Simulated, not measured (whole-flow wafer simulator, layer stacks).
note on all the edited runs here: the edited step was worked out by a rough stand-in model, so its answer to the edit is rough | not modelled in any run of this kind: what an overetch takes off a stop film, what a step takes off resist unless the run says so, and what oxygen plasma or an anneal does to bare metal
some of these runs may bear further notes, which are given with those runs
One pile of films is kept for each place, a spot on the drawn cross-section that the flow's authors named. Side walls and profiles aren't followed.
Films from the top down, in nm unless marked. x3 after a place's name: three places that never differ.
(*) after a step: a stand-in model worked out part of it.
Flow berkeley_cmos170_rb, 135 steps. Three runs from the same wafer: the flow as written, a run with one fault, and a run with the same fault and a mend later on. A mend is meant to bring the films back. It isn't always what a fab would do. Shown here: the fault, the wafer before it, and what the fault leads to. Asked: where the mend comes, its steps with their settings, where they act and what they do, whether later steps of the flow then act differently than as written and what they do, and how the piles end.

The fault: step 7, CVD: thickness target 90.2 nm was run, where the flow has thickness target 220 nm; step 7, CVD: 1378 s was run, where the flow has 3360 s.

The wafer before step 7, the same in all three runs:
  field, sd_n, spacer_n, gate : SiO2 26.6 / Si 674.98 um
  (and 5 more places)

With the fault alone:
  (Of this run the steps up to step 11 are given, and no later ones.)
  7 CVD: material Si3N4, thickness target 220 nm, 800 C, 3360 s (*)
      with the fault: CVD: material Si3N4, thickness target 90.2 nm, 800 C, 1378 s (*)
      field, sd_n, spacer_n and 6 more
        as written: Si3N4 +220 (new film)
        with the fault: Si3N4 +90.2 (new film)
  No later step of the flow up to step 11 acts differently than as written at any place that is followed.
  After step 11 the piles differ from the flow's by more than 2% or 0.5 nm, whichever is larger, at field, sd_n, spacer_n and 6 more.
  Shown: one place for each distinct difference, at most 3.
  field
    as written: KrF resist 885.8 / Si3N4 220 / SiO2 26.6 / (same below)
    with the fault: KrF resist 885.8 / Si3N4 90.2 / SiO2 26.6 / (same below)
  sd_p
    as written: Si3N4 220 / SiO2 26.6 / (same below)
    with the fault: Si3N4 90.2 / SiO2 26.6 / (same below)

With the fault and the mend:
  The mend comes after step 7.
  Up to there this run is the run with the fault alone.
  7a CVD: material Si3N4, thickness target 129.8 nm, 800 C, 1982 s (*) (the flow's step 7 once more, with other settings)
      field, sd_n, spacer_n and 6 more
        Si3N4 +129.8
  No later step of the flow acts differently than as written at any place that is followed.
  At the end the piles are the same as the flow's at every place that both follow.
